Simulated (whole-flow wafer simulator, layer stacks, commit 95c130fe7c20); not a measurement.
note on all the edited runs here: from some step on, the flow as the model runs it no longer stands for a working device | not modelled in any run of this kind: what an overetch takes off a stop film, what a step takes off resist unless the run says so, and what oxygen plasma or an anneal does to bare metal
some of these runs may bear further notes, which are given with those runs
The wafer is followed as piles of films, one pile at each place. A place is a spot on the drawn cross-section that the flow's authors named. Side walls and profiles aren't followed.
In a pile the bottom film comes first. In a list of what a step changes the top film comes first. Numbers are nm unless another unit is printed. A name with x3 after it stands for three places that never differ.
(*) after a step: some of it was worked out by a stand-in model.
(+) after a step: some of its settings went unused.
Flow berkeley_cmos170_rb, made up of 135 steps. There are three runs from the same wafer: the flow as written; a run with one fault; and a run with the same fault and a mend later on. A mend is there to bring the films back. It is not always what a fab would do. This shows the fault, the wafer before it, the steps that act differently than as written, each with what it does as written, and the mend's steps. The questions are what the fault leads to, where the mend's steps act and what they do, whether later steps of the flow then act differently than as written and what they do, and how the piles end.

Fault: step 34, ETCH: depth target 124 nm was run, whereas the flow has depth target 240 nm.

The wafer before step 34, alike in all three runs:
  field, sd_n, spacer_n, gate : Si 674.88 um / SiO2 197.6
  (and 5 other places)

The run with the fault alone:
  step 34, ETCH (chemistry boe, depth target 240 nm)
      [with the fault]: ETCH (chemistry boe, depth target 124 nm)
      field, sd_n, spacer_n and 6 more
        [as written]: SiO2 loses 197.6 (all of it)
        [with the fault]: SiO2 loses 124
  Steps further on in the flow that do not act as written (15 more steps, not shown, differ only slightly: by at most 2% or 0.5 nm, whichever is larger):
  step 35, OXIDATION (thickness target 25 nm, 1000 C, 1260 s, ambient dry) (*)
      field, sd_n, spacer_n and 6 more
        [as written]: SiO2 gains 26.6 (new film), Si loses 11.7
        [with the fault]: SiO2 gains 13.2, Si loses 5.81
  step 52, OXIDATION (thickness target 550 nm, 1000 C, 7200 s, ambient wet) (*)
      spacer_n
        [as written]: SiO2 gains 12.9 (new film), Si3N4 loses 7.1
        [with the fault]: SiO2 gains 12.9 (new film), Si3N4 loses 7.1, SiO2 gains 0.15, Si loses 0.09
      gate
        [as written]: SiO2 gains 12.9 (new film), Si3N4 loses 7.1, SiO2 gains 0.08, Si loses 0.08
        [with the fault]: SiO2 gains 12.9 (new film), Si3N4 loses 7.1, SiO2 gains 0.09
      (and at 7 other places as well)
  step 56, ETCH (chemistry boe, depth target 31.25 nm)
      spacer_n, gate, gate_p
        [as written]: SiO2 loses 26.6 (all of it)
        [with the fault]: SiO2 loses 31.3
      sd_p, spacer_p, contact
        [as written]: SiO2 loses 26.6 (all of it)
        [with the fault]: SiO2 loses 31.2
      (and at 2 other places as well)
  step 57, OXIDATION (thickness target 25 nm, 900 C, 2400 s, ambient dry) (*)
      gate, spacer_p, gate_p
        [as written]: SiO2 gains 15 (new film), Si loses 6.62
        [with the fault]: SiO2 gains 7.98, Si loses 3.51
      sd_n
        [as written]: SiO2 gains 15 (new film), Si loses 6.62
        [with the fault]: SiO2 gains 4.56, Si loses 2.01
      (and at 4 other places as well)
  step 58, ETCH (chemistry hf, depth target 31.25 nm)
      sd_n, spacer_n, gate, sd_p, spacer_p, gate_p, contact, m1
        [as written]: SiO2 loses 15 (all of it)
        [with the fault]: SiO2 loses 31.2
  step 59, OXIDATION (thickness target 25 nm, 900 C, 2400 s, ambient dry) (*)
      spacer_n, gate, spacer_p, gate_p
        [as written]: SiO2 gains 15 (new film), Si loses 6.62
        [with the fault]: SiO2 gains 7.84, Si loses 3.45
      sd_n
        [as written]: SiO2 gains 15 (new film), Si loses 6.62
        [with the fault]: SiO2 gains 6.96, Si loses 3.06
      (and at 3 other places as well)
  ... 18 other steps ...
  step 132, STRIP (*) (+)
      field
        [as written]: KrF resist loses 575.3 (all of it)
        [with the fault]: KrF resist loses 563.3 (all of it)
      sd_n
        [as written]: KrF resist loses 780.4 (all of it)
        [with the fault]: KrF resist loses 796.9 (all of it)
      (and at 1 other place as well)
  At sd_n, gate, sd_p, gate_p, m1, the piles at the end differ from the flow's by more than 2% or 0.5 nm, whichever is larger.
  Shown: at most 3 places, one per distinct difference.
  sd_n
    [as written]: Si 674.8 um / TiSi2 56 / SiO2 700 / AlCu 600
    [with the fault]: Si 674.85 um / SiO2 715.7 / AlCu 600
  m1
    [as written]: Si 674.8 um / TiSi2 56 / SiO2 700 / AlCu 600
    [with the fault]: Si 674.85 um / SiO2 727.3 / AlCu 600
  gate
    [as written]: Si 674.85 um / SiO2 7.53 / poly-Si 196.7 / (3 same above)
    [with the fault]: Si 674.87 um / SiO2 13.5 / poly-Si 196.7 / (3 same above)

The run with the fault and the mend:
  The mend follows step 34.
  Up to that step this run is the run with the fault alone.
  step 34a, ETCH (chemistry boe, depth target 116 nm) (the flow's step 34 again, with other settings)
      field, sd_n, spacer_n and 6 more
        SiO2 loses 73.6 (all of it)
  Every later step of the flow that is run acts as written at every place that is followed.
  At every place that both follow, the piles at the end match the flow's.
